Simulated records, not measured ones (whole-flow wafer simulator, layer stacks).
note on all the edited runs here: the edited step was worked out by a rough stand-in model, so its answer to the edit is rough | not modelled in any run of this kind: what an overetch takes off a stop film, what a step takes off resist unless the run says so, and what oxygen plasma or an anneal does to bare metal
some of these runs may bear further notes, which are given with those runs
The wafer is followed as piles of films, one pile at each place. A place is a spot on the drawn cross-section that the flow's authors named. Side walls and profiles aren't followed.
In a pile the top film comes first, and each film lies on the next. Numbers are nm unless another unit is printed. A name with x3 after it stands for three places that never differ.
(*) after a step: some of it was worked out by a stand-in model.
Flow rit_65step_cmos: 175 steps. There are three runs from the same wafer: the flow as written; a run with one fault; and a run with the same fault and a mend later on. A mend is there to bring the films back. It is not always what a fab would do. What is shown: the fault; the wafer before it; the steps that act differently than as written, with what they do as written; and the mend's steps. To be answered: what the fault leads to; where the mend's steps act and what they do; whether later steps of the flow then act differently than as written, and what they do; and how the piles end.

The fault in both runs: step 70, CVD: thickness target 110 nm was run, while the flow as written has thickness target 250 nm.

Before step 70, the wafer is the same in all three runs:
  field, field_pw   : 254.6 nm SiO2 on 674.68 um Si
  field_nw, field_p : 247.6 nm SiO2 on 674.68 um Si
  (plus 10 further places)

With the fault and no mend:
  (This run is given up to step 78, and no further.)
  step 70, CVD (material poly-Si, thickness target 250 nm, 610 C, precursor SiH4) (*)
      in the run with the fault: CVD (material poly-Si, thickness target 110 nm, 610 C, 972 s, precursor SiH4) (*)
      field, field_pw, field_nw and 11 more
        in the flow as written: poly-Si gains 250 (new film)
        in the run with the fault: poly-Si gains 110 (new film)
  Every later step of the flow up to step 78 that is run acts as written, at every place that is followed, to within 2% or 0.5 nm, whichever is larger.
  The piles after step 78 differ from the flow's at field, field_pw, field_nw and 11 more by more than 2% or 0.5 nm, whichever is larger.
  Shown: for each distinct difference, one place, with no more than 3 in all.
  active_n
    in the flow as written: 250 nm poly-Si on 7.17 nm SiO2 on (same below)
    in the run with the fault: 110 nm poly-Si on 7.17 nm SiO2 on (same below)
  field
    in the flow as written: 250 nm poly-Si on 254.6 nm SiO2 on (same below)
    in the run with the fault: 110 nm poly-Si on 254.6 nm SiO2 on (same below)
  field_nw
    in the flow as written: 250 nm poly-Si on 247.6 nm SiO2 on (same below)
    in the run with the fault: 110 nm poly-Si on 247.6 nm SiO2 on (same below)

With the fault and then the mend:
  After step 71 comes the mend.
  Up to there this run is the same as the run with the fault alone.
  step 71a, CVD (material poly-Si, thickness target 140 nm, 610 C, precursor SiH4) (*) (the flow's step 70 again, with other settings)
      field, field_pw, field_nw and 11 more
        poly-Si gains 140
  Every later step of the flow that is run acts as written at every place that is followed.
  At every place that both follow, the piles at the end match the flow's.
